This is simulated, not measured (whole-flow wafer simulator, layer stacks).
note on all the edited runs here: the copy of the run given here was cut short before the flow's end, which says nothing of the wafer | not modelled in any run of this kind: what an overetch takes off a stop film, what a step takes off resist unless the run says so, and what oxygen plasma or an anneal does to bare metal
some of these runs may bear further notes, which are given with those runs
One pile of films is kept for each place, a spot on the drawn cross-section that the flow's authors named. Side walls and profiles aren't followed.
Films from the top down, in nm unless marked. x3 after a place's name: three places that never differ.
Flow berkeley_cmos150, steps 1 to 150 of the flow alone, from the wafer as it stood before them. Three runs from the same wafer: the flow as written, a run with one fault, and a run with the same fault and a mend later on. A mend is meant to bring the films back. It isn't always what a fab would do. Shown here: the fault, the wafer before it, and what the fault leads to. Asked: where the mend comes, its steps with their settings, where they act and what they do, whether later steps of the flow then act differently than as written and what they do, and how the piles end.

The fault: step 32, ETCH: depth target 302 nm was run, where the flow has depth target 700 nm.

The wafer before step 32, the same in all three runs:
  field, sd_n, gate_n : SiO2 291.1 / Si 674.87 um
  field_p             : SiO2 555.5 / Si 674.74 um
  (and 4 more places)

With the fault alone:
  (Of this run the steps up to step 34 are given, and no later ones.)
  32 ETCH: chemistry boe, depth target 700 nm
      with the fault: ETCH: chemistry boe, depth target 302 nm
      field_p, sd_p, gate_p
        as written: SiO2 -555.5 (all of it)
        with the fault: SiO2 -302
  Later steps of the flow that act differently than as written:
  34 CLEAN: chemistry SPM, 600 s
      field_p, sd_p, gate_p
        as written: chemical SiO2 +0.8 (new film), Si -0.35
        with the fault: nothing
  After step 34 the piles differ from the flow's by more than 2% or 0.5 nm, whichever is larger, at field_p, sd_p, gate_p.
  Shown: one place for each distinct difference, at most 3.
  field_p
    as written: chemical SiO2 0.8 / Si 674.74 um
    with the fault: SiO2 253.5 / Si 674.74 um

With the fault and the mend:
  The mend comes after step 33.
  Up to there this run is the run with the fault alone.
  33a ETCH: chemistry boe, depth target 398 nm (the flow's step 32 once more, with other settings)
      field_p, sd_p, gate_p
        SiO2 -253.5 (all of it)
  No later step of the flow acts differently than as written at any place that is followed.
  At the end the piles are the same as the flow's at every place that both follow.
